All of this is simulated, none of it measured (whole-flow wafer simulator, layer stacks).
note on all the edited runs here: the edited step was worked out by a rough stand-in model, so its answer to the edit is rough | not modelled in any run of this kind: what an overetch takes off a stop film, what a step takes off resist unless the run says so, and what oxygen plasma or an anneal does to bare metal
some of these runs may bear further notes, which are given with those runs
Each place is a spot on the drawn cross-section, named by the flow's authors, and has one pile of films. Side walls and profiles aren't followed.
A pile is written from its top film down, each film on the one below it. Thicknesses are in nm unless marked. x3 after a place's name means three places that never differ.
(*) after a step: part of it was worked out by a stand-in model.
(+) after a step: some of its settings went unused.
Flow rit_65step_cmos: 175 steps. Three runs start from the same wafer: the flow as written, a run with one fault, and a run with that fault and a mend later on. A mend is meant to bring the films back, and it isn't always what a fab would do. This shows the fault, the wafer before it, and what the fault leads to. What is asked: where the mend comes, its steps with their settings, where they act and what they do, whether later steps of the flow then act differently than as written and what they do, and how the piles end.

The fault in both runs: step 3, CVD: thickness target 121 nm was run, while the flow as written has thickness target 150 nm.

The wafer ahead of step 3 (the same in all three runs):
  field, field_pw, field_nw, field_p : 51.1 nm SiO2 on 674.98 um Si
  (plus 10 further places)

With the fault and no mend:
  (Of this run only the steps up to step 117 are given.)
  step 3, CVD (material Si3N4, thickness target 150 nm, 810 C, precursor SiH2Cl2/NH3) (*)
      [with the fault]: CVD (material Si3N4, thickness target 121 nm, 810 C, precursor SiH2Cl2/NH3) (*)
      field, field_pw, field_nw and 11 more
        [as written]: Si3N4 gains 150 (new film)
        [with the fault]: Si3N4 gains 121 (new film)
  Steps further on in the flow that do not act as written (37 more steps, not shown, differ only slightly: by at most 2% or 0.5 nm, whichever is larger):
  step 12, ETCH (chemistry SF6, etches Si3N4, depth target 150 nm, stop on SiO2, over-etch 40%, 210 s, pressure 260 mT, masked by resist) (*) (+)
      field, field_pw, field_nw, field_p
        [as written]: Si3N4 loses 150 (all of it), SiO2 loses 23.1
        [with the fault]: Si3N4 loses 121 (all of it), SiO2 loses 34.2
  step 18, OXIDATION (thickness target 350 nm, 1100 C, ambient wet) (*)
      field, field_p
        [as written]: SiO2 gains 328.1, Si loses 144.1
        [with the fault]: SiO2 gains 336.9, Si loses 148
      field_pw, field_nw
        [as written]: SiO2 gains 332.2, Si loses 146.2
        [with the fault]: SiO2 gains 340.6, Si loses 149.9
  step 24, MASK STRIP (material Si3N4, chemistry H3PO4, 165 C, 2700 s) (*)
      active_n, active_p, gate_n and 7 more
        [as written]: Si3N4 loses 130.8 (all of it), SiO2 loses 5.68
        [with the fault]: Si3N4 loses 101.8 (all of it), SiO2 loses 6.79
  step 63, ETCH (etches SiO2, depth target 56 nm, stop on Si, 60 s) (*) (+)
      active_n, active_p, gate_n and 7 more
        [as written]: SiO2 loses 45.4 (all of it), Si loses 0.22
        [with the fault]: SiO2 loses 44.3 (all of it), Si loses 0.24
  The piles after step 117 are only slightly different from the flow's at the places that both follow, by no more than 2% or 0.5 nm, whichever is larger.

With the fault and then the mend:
  After step 11 comes the mend.
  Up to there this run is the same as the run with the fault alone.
  step 11a, STRIP (resist, chemistry O2, 180 s) (*)
      active_n, active_p, gate_n and 7 more
        resist loses 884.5 (all of it)
  step 11b, CLEAN (chemistry SC2, 75 C, 600 s)
      alters no film at any place that is followed
  step 11c, CVD (material Si3N4, thickness target 29 nm, 810 C, precursor SiH2Cl2/NH3) (*) (a further turn of the flow's step 3, with different settings)
      field, field_pw, field_nw and 11 more
        Si3N4 gains 29
  step 11d, HMDS (140 C, 60 s) (a further turn of the flow's step 5)
      alters no film at any place that is followed
  step 11e, COAT (resist, thickness 1000 nm) (a further turn of the flow's step 6)
      field, field_pw, field_nw and 11 more
        resist gains 1000 (new film)
  step 11f, SOFTBAKE (resist, 90 C, 60 s) (a further turn of the flow's step 7)
      alters no film at any place that is followed
  step 11g, EXPOSE (photomask M1, dose 225 mJ/cm2, NA 0.6, wavelength 365 nm) (a further turn of the flow's step 8)
      alters no film at any place that is followed
  step 11h, PEB (resist, 110 C, 60 s) (a further turn of the flow's step 9)
      field, field_pw, field_nw and 11 more
        resist loses 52
  step 11i, DEVELOP (resist, thickness 1000 nm, 50 s) (a further turn of the flow's step 10)
      field, field_pw, field_nw, field_p
        resist loses 948 (all of it)
  step 11j, HARDBAKE (resist, 140 C, 60 s) (a further turn of the flow's step 11)
      active_n, active_p, gate_n and 7 more
        resist loses 63.5
  Every later step of the flow that is run acts as written at every place that is followed.
  At every place that both follow, the piles at the end match the flow's.
